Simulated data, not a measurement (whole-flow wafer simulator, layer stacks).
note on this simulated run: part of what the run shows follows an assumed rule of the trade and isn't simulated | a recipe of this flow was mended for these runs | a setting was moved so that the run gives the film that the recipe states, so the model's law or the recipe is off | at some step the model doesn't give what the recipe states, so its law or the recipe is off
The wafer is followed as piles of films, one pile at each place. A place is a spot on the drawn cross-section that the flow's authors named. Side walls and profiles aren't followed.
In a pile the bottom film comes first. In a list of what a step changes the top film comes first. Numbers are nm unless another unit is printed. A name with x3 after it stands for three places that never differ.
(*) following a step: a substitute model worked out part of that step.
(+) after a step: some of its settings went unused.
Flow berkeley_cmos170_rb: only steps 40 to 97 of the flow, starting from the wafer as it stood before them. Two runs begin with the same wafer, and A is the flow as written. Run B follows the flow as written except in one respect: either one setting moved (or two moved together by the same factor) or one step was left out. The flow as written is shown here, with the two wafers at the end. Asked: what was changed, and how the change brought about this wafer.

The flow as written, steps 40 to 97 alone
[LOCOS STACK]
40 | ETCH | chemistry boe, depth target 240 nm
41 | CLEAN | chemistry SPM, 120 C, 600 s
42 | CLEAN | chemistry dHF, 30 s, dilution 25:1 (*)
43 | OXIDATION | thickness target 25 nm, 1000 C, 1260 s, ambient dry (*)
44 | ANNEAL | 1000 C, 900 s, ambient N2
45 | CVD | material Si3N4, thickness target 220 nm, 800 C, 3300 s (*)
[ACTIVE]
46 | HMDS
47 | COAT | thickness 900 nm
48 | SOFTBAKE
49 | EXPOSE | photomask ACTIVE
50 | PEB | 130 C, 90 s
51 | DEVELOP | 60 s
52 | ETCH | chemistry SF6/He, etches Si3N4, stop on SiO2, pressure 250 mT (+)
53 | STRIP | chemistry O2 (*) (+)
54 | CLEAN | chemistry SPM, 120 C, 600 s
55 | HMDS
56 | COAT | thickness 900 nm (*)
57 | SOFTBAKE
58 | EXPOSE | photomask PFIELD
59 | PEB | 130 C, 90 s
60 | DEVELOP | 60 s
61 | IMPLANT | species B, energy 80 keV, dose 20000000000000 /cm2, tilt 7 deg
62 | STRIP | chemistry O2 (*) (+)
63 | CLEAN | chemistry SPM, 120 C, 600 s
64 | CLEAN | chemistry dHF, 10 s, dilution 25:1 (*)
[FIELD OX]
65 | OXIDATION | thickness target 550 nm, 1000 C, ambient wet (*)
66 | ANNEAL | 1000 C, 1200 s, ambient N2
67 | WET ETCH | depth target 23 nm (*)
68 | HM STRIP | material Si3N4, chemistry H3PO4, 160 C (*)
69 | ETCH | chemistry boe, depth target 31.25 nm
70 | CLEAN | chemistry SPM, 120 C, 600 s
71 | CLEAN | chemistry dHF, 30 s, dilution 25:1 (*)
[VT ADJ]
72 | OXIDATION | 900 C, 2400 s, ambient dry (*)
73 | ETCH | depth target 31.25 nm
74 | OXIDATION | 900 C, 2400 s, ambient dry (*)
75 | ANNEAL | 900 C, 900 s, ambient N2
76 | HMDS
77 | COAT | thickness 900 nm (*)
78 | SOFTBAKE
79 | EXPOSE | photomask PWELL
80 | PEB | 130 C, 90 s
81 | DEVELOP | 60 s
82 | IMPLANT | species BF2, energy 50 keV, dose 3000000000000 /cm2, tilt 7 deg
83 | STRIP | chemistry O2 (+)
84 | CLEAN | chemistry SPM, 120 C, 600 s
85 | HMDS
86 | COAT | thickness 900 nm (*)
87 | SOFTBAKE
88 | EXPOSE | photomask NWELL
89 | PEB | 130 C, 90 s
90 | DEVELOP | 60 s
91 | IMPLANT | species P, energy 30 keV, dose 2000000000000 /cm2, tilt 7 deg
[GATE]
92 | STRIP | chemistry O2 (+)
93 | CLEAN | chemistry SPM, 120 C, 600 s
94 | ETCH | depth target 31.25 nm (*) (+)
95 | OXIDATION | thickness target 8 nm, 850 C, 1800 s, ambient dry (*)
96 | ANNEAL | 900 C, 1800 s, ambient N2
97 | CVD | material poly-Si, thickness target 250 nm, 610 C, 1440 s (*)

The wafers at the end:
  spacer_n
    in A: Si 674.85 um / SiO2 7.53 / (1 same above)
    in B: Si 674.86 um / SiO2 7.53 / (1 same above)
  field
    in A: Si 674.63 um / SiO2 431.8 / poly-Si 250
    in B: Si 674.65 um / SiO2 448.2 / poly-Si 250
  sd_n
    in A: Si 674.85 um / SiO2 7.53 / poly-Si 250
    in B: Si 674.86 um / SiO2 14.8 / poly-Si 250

What caused this: step 40, ETCH: depth target 132 nm was run, while the flow as written has depth target 240 nm.

Step by step, how the change led to this:
  40 | ETCH | chemistry boe, depth target 240 nm
      field, sd_n, spacer_n and 6 more: A SiO2 loses 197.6 (all of it) | B SiO2 loses 132
  41 | CLEAN | chemistry SPM, 120 C, 600 s
      field, sd_n, spacer_n and 6 more: A chemical SiO2 gains 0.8 (new film), Si loses 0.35 | B nothing
  42 | CLEAN | chemistry dHF, 30 s, dilution 25:1 (*)
      field, sd_n, spacer_n and 6 more: A chemical SiO2 loses 0.8 (all of it) | B SiO2 loses 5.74
  43 | OXIDATION | thickness target 25 nm, 1000 C, 1260 s, ambient dry (*)
      field, sd_n, spacer_n and 6 more: A SiO2 gains 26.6 (new film), Si loses 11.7 | B SiO2 gains 14.4, Si loses 6.35
  65 | OXIDATION | thickness target 550 nm, 1000 C, ambient wet (*)
      spacer_n, spacer_p, gate_p, contact, m1: A SiO2 gains 12.1 (new film), Si3N4 loses 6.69 | B SiO2 gains 12.1 (new film), Si3N4 loses 6.69, SiO2 gains 0.04
      gate: A SiO2 gains 12.1 (new film), Si3N4 loses 6.69, SiO2 gains 0.05, Si loses 0.05 | B SiO2 gains 12.1 (new film), Si3N4 loses 6.69, SiO2 gains 0.04
      (and at 3 other places as well)
  69 | ETCH | chemistry boe, depth target 31.25 nm
      spacer_n, spacer_p, gate_p, contact, m1: A SiO2 loses 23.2 (all of it) | B SiO2 loses 31.3
      sd_n: A SiO2 loses 24.8 (all of it) | B SiO2 loses 31.3
      (and at 2 other places as well)
  70 | CLEAN | chemistry SPM, 120 C, 600 s
      sd_n, spacer_n, gate, sd_p, spacer_p, gate_p, contact, m1: A chemical SiO2 gains 0.8 (new film), Si loses 0.35 | B nothing
  71 | CLEAN | chemistry dHF, 30 s, dilution 25:1 (*)
      sd_n, spacer_n, gate, sd_p, spacer_p, gate_p, contact, m1: A chemical SiO2 loses 0.8 (all of it) | B SiO2 loses 5.74
  72 | OXIDATION | 900 C, 2400 s, ambient dry (*)
      spacer_n, gate, spacer_p, gate_p, contact, m1: A SiO2 gains 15 (new film), Si loses 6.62 | B SiO2 gains 9.24, Si loses 4.07
      sd_n: A SiO2 gains 15 (new film), Si loses 6.62 | B SiO2 gains 7.84, Si loses 3.45
      (and at 1 other place as well)
  73 | ETCH | depth target 31.25 nm
      sd_n, spacer_n, gate, sd_p, spacer_p, gate_p, contact, m1: A SiO2 loses 15 (all of it) | B SiO2 loses 31.2
  74 | OXIDATION | 900 C, 2400 s, ambient dry (*)
      spacer_n, gate, spacer_p, gate_p, contact, m1: A SiO2 gains 15 (new film), Si loses 6.62 | B SiO2 gains 9.49, Si loses 4.17
      sd_n: A SiO2 gains 15 (new film), Si loses 6.62 | B SiO2 gains 7.73, Si loses 3.4
      (and at 1 other place as well)
  94 | ETCH | depth target 31.25 nm (*) (+)
      sd_n: A SiO2 loses 15 (all of it) | B SiO2 loses 31.3
      spacer_n, gate, spacer_p, gate_p, contact, m1: A SiO2 loses 15 (all of it) | B SiO2 loses 21.6 (all of it)
      (and at 1 other place as well)
  95 | OXIDATION | thickness target 8 nm, 850 C, 1800 s, ambient dry (*)
      sd_n: A SiO2 gains 7.53 (new film), Si loses 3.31 | B SiO2 gains 4.38, Si loses 1.93
